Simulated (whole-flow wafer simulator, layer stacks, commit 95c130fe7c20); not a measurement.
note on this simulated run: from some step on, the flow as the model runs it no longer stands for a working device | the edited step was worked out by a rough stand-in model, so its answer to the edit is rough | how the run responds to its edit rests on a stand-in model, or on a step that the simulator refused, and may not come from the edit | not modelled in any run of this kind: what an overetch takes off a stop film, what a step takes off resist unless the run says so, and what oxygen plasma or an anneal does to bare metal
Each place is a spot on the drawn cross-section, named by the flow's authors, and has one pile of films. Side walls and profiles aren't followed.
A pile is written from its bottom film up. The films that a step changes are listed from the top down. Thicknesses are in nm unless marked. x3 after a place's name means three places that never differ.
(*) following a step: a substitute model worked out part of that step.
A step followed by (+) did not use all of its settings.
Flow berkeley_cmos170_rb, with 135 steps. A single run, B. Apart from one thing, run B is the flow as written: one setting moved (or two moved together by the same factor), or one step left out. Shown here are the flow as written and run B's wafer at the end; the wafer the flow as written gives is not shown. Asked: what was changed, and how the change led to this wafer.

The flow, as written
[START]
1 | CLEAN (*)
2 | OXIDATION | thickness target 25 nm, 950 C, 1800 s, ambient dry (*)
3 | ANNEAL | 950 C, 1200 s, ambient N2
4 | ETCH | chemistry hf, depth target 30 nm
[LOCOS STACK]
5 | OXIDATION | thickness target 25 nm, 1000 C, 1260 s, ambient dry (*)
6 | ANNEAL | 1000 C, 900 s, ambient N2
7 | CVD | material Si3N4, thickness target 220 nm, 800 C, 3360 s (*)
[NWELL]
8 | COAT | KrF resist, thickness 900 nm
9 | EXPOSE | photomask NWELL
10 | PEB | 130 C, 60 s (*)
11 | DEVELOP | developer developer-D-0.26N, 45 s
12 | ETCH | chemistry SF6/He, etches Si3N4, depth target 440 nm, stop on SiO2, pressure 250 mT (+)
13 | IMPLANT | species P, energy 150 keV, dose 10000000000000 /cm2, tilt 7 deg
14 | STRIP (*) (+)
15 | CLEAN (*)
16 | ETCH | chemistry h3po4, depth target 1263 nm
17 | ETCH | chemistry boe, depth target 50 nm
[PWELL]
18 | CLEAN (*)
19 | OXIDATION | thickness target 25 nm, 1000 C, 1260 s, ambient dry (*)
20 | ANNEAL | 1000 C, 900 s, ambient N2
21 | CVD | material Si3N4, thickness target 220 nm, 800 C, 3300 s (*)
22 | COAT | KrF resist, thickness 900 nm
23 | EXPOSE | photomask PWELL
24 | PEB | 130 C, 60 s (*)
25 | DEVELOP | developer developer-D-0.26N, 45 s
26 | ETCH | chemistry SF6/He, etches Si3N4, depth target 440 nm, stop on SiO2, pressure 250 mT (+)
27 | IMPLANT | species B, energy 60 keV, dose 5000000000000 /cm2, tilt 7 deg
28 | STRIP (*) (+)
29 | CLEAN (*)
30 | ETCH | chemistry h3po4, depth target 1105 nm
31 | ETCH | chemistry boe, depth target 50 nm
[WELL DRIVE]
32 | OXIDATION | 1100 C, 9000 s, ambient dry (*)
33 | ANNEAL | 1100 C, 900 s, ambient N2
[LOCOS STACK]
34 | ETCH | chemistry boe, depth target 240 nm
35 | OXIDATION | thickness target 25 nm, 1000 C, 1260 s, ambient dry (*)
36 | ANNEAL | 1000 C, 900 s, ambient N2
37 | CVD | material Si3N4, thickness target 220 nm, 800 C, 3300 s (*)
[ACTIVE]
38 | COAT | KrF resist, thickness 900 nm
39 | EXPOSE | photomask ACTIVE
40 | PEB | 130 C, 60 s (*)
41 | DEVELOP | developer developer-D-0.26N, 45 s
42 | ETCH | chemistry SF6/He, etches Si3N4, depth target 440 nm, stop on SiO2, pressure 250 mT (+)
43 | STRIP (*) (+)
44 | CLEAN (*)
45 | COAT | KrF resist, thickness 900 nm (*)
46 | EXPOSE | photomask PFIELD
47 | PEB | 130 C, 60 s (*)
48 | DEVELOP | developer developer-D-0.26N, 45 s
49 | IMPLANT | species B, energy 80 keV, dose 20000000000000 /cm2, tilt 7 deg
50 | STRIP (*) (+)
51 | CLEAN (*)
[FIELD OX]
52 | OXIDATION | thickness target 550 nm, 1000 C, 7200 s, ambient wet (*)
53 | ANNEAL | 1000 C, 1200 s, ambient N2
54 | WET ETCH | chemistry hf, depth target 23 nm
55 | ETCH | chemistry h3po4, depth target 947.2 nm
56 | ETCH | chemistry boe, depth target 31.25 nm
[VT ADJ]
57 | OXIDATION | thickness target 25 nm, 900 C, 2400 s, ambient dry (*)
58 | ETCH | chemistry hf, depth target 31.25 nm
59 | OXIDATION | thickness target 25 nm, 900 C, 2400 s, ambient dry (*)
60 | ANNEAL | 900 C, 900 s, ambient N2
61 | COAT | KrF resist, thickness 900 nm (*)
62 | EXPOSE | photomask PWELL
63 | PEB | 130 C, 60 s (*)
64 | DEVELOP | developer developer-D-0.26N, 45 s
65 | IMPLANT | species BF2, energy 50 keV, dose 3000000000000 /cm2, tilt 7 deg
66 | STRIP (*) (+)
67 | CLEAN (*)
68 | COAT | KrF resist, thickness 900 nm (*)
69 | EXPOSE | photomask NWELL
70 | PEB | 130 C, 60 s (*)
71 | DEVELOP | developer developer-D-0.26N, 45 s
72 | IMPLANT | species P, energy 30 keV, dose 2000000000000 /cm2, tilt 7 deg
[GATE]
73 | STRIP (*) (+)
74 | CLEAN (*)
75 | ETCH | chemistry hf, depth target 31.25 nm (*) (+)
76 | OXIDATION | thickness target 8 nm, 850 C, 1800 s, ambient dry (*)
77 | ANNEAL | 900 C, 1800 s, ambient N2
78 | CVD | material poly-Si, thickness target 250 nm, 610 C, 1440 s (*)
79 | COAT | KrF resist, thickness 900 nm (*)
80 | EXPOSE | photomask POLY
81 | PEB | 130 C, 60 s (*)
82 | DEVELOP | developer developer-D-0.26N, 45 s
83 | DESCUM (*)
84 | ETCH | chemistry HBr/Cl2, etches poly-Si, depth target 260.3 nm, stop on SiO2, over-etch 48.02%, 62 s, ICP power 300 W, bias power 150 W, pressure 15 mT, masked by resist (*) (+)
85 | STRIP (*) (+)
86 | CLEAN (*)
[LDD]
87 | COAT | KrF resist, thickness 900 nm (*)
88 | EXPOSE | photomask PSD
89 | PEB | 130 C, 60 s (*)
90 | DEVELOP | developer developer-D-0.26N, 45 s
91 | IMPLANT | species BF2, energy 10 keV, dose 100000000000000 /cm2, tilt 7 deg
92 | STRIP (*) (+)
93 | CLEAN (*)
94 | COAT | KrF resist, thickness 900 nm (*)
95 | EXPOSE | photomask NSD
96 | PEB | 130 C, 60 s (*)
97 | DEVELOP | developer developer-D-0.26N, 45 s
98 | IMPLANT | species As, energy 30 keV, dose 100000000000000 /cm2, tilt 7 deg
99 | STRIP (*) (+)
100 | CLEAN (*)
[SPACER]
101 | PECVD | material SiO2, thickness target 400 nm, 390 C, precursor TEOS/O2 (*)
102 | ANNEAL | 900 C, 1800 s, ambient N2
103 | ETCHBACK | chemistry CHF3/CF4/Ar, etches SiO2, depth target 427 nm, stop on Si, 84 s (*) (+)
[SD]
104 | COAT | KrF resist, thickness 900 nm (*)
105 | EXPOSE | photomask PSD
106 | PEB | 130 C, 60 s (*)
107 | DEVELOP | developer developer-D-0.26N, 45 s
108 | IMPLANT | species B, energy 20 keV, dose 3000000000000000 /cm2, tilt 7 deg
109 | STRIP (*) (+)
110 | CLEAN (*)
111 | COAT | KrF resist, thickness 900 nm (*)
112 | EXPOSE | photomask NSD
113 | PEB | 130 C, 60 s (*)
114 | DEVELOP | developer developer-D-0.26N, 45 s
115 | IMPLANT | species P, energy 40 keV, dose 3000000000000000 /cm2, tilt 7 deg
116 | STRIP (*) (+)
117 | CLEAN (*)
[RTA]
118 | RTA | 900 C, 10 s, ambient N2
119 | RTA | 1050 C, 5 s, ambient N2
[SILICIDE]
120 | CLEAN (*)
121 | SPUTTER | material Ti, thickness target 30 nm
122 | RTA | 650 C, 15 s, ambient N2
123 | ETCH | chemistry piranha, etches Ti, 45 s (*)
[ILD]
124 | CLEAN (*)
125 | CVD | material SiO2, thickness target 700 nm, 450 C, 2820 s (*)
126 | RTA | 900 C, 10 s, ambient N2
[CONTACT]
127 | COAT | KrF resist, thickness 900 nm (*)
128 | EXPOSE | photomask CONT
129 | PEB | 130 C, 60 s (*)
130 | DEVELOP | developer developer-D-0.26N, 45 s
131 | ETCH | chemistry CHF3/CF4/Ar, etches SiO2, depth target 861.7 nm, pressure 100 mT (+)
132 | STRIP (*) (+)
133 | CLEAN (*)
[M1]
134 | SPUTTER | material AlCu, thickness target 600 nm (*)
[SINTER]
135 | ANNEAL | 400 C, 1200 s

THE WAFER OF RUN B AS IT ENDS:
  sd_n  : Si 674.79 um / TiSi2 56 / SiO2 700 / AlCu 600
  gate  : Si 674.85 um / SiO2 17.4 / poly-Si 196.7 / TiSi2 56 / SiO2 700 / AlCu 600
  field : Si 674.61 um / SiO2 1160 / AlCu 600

What caused this: step 76, OXIDATION: 935 C was run, whereas the flow has 850 C.

The path from the change to this, step by step:
  76 | OXIDATION | thickness target 8 nm, 850 C, 1800 s, ambient dry (*)
      sd_n, spacer_n, gate, sd_p, spacer_p, gate_p, contact, m1: SiO2 gains 17.4 (new film), Si loses 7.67 (it would be, as written: SiO2 gains 7.53 (new film), Si loses 3.31)
      field: SiO2 gains 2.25, Si loses 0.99 (it would be, as written: SiO2 gains 0.48, Si loses 0.21)
  103 | ETCHBACK | chemistry CHF3/CF4/Ar, etches SiO2, depth target 427 nm, stop on Si, 84 s (*) (+)
      sd_n, contact, m1: SiO2 loses 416 (all of it) (it would be, as written: SiO2 loses 406.1 (all of it))
      sd_p: SiO2 loses 398.6 (all of it) (it would be, as written: SiO2 loses 388.4 (all of it))
